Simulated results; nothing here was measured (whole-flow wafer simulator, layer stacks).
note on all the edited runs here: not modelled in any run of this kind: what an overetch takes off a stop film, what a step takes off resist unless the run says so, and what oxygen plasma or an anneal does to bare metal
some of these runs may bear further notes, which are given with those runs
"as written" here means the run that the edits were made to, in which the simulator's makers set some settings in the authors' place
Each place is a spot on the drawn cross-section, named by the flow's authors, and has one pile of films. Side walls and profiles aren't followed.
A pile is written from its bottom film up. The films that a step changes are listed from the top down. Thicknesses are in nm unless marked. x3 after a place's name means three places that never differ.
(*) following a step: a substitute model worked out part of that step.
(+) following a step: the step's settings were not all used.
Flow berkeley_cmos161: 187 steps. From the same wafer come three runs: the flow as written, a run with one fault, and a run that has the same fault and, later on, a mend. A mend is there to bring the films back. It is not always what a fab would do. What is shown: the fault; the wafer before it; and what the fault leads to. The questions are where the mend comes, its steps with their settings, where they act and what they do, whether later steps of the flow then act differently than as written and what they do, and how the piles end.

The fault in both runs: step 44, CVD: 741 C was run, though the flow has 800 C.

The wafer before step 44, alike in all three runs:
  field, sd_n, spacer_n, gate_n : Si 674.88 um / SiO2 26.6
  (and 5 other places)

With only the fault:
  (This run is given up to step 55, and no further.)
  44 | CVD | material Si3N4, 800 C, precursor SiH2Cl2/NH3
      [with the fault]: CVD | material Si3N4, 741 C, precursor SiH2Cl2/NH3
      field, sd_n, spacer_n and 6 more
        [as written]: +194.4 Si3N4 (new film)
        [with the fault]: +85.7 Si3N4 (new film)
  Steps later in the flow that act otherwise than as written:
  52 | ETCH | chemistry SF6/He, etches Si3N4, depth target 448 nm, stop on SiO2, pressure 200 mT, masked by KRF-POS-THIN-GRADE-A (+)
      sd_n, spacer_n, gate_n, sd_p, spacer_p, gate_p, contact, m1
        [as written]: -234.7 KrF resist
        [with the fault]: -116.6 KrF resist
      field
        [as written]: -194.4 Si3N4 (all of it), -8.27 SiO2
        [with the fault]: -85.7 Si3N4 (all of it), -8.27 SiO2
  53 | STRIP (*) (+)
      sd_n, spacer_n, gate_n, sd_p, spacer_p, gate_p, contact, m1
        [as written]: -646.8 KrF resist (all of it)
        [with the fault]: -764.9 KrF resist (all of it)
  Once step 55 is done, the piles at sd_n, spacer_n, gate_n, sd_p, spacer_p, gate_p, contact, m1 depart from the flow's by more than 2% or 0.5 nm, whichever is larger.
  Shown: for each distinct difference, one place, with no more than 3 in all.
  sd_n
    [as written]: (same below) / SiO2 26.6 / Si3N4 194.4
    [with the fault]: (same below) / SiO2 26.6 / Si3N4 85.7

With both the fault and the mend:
  After step 44 comes the mend.
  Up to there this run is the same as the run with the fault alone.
  44a | ETCH | chemistry h3po4, depth target 98.6 nm
      field, sd_n, spacer_n and 6 more
        -85.7 Si3N4 (all of it)
  44b | CLEAN | chemistry SPM (a further turn of the flow's step 36)
      alters no film at any place that is followed
  44c | CVD | material Si3N4, 800 C, precursor SiH2Cl2/NH3 (a further turn of the flow's step 44)
      field, sd_n, spacer_n and 6 more
        +194.4 Si3N4 (new film)
  Every later step of the flow that is run acts as written at every place that is followed.
  The piles end the same as the flow's at every place that both follow.
